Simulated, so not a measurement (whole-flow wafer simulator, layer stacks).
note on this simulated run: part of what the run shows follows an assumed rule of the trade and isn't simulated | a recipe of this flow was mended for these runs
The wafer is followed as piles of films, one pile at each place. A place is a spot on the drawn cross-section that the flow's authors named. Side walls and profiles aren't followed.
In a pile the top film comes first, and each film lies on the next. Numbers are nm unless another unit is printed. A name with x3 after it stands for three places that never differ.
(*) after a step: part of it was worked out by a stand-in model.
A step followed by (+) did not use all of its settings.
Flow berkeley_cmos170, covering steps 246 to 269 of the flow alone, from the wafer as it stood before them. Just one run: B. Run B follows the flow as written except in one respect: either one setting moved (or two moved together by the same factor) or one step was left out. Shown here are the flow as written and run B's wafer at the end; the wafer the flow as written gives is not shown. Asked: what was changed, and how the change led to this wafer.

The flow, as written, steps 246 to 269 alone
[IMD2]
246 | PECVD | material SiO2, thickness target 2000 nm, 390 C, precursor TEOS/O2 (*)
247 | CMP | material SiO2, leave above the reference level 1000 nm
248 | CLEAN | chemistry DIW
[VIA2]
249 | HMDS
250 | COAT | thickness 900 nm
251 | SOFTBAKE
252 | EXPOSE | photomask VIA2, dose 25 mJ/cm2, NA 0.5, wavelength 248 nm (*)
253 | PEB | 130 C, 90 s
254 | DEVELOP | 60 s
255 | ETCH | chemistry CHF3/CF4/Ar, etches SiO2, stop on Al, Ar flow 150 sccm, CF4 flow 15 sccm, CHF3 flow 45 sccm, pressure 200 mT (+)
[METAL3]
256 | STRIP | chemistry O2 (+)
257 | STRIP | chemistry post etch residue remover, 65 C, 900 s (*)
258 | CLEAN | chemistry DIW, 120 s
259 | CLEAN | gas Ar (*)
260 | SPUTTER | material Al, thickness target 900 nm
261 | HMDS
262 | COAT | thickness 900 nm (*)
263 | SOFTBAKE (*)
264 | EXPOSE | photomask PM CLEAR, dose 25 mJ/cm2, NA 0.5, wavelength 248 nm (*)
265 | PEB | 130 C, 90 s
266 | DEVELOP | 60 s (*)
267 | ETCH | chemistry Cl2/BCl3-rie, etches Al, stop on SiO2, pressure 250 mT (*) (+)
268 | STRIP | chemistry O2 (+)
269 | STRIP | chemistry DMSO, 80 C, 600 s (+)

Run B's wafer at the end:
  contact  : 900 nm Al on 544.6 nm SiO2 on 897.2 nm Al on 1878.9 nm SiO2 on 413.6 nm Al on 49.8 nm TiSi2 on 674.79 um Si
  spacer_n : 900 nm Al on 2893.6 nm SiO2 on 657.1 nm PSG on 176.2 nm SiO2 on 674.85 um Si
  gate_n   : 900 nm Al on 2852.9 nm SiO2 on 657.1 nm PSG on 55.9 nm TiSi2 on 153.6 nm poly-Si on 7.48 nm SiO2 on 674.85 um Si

Cause: step 247, CMP: leave above the reference level 550 nm was run, whereas the flow has leave above the reference level 1000 nm.

The path from the change to this, step by step:
  247 | CMP | material SiO2, leave above the reference level 1000 nm
      mark: -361 SiO2 (in the flow as written it would be: nothing)
      field, sd_n, spacer_n, gate_n, sd_p, spacer_p, gate_p: -496.6 SiO2 (in the flow as written it would be: -46.6 SiO2)
      (as well as at 5 more places)
  255 | ETCH | chemistry CHF3/CF4/Ar, etches SiO2, stop on Al, Ar flow 150 sccm, CF4 flow 15 sccm, CHF3 flow 45 sccm, pressure 200 mT (+)
      field, mark, sd_n and 9 more: -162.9 KrF-resist (in the flow as written it would be: -275.4 KrF-resist)
      via2: -550 SiO2 (all of it), -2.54 Al (in the flow as written it would be: -1000 SiO2 (all of it), -2.54 Al)
  256 | STRIP | chemistry O2 (+)
      field, mark, sd_n and 9 more: -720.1 KrF-resist (all of it) (in the flow as written it would be: -607.6 KrF-resist (all of it))
  260 | SPUTTER | material Al, thickness target 900 nm
      via2: +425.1 Al (in the flow as written it would be: +259.4 Al)
  262 | COAT | thickness 900 nm (*)
      m1: +883.1 KrF-resist (new film) (in the flow as written it would be: +862.2 KrF-resist (new film))
      m2: +862.5 KrF-resist (new film) (in the flow as written it would be: +821.4 KrF-resist (new film))
      (as well as at 1 more place)
  265 | PEB | 130 C, 90 s
      via2: -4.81 KrF-resist (in the flow as written it would be: -7.55 KrF-resist)
  268 | STRIP | chemistry O2 (+)
      m1: -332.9 KrF-resist (all of it) (in the flow as written it would be: -312 KrF-resist (all of it))
      via1: -343.2 KrF-resist (all of it) (in the flow as written it would be: -335.1 KrF-resist (all of it))
      (as well as at 2 more places)
